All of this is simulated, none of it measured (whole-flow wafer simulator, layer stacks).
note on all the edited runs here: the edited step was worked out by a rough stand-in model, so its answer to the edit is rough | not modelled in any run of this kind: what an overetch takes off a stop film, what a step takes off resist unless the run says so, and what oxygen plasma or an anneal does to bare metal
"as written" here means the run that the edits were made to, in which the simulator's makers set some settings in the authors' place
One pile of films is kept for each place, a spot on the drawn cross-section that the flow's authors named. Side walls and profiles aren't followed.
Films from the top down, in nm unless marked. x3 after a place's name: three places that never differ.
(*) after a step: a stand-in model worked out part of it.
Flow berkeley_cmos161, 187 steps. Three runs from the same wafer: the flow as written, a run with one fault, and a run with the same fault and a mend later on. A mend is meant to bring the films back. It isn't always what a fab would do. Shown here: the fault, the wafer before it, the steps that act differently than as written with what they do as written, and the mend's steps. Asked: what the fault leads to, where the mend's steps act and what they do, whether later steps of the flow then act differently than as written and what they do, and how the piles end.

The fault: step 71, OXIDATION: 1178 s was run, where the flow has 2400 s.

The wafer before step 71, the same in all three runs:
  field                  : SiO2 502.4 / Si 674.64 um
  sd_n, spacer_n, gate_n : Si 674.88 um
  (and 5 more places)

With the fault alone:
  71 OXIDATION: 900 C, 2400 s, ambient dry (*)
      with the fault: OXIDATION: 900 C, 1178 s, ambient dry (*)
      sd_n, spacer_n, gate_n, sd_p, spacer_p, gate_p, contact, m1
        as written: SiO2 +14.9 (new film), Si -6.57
        with the fault: SiO2 +9.56 (new film), Si -4.21
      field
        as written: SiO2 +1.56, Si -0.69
        with the fault: SiO2 +0.77, Si -0.34
  Later steps of the flow that act differently than as written (49 more steps differ only slightly, by at most 2% or 0.5 nm, whichever is larger, and aren't shown):
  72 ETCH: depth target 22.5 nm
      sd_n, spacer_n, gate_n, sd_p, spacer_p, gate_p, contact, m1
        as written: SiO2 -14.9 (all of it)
        with the fault: SiO2 -9.56 (all of it)
  At the end the piles differ from the flow's only slightly at the places that both follow, by at most 2% or 0.5 nm, whichever is larger.

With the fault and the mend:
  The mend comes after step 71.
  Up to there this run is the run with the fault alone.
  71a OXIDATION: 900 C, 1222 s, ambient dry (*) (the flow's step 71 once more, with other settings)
      sd_n, spacer_n, gate_n, sd_p, spacer_p, gate_p, contact, m1
        SiO2 +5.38, Si -2.37
      field
        SiO2 +0.79, Si -0.35
  No later step of the flow acts differently than as written at any place that is followed.
  At the end the piles are the same as the flow's at every place that both follow.
